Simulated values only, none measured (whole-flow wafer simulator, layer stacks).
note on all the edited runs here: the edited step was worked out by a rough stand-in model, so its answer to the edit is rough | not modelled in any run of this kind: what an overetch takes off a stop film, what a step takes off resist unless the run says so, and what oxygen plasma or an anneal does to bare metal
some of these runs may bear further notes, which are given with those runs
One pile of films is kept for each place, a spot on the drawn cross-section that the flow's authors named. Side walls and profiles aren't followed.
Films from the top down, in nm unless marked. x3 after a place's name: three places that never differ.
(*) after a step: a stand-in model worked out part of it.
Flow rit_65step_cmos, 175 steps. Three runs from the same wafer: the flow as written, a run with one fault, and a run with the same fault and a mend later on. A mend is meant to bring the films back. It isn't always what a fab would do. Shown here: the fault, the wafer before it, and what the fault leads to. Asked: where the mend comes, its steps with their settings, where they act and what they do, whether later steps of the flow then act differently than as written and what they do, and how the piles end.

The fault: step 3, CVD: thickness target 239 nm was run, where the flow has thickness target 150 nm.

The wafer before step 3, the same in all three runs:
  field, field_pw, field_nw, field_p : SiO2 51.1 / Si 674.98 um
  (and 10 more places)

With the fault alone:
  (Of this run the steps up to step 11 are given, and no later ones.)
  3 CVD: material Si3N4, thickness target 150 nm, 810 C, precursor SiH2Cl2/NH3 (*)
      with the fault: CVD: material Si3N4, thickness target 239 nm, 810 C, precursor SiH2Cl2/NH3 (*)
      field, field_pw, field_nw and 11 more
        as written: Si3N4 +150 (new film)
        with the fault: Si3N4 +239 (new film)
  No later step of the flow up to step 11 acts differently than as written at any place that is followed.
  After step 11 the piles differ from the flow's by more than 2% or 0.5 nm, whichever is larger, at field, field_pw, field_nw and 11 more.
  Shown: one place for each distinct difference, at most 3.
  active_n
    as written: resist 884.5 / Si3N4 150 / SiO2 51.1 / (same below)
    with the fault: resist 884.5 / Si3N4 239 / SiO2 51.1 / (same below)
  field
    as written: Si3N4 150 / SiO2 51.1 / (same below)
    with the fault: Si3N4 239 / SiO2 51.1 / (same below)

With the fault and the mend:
  The mend comes after step 4.
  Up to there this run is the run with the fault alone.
  4a ETCH: chemistry h3po4, depth target 274.8 nm
      field, field_pw, field_nw and 11 more
        Si3N4 -239 (all of it)
  4b CLEAN: chemistry SC2, 75 C, 600 s
      changes no film at any place that is followed
  4c CVD: material Si3N4, thickness target 150 nm, 810 C, precursor SiH2Cl2/NH3 (*) (the flow's step 3 once more)
      field, field_pw, field_nw and 11 more
        Si3N4 +150 (new film)
  No later step of the flow acts differently than as written at any place that is followed.
  At the end the piles are the same as the flow's at every place that both follow.
